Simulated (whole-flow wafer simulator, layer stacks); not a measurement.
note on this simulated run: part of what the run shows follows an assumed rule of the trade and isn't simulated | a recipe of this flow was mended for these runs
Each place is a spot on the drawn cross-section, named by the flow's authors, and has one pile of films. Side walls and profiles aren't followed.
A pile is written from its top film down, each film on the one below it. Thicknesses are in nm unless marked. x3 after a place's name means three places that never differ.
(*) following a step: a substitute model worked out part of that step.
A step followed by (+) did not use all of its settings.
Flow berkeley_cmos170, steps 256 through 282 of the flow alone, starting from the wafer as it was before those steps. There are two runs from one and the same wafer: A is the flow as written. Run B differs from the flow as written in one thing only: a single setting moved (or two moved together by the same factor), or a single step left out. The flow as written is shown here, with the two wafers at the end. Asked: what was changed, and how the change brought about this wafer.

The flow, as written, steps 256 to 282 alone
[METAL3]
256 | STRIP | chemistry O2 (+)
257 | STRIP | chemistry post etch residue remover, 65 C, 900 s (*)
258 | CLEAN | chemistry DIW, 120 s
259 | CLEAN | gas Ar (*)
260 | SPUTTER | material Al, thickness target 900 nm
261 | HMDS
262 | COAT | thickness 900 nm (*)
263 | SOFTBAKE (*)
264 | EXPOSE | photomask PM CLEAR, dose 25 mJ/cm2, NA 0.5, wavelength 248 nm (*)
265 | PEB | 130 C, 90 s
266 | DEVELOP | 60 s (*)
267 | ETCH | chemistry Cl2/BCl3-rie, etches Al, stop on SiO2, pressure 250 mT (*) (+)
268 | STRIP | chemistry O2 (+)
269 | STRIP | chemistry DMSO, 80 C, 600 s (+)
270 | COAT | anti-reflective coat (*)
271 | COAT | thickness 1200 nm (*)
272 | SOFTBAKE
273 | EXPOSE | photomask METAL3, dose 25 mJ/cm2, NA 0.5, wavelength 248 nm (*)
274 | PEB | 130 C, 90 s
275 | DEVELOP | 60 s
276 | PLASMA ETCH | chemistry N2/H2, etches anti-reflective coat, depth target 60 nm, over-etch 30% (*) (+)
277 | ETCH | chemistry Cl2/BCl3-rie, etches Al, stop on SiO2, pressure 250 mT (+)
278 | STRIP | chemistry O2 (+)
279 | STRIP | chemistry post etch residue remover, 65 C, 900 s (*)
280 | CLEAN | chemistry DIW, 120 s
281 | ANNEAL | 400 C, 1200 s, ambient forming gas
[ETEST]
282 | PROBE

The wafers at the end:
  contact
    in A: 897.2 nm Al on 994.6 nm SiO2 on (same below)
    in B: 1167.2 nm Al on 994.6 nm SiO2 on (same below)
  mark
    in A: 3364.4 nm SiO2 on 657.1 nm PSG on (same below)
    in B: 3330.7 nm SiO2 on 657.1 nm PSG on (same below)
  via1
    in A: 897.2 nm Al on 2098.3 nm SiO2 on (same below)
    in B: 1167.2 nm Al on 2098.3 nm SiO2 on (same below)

The reason: step 260, SPUTTER: thickness target 1170 nm was run, while the flow as written has thickness target 900 nm.

How this came from the change, step by step:
  260 | SPUTTER | material Al, thickness target 900 nm
      field, mark, sd_n and 9 more: A +900 Al (new film) | B +1170 Al (new film)
      via2: A +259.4 Al | B +291.9 Al
  262 | COAT | thickness 900 nm (*)
      via2: A +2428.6 KrF-resist (new film) | B +2655.2 KrF-resist (new film)
  265 | PEB | 130 C, 90 s
      via2: A -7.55 KrF-resist | B -9.21 KrF-resist
  267 | ETCH | chemistry Cl2/BCl3-rie, etches Al, stop on SiO2, pressure 250 mT (*) (+)
      field, sd_n, spacer_n and 9 more: A -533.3 KrF-resist | B -668.3 KrF-resist
      mark: A -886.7 Al (all of it), -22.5 SiO2 | B -1156.7 Al (all of it), -22.5 SiO2
  268 | STRIP | chemistry O2 (+)
      field, spacer_n, gate_n: A -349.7 KrF-resist (all of it) | B -214.7 KrF-resist (all of it)
      sd_n: A -349 KrF-resist (all of it) | B -214 KrF-resist (all of it)
      (also at 8 further places)
  270 | COAT | anti-reflective coat (*)
      via2: A +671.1 anti-reflective coat (new film) | B +783.8 anti-reflective coat (new film)
  271 | COAT | thickness 1200 nm (*)
      m2: A +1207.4 KrF-resist (new film) | B +1174.2 KrF-resist (new film)
      via2: A +2189.1 KrF-resist (new film) | B +2270.5 KrF-resist (new film)
  274 | PEB | 130 C, 90 s
      via2: A -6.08 KrF-resist | B -6.6 KrF-resist
  277 | ETCH | chemistry Cl2/BCl3-rie, etches Al, stop on SiO2, pressure 250 mT (+)
      field, sd_n, spacer_n, gate_n, sd_p, spacer_p, gate_p: A -900 Al (all of it), -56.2 SiO2 | B -1170 Al (all of it), -56.2 SiO2
      contact, m1, via1, m2, via2: A -675 KrF-resist | B -810 KrF-resist
      (also at 1 further place)
  278 | STRIP | chemistry O2 (+)
      contact: A -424 KrF-resist (all of it), -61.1 anti-reflective coat (all of it) | B -287.8 KrF-resist (all of it), -61 anti-reflective coat (all of it)
      m1: A -423.6 KrF-resist (all of it), -40.9 anti-reflective coat (all of it) | B -265.1 KrF-resist (all of it), -41.1 anti-reflective coat (all of it)
      (also at 3 further places)
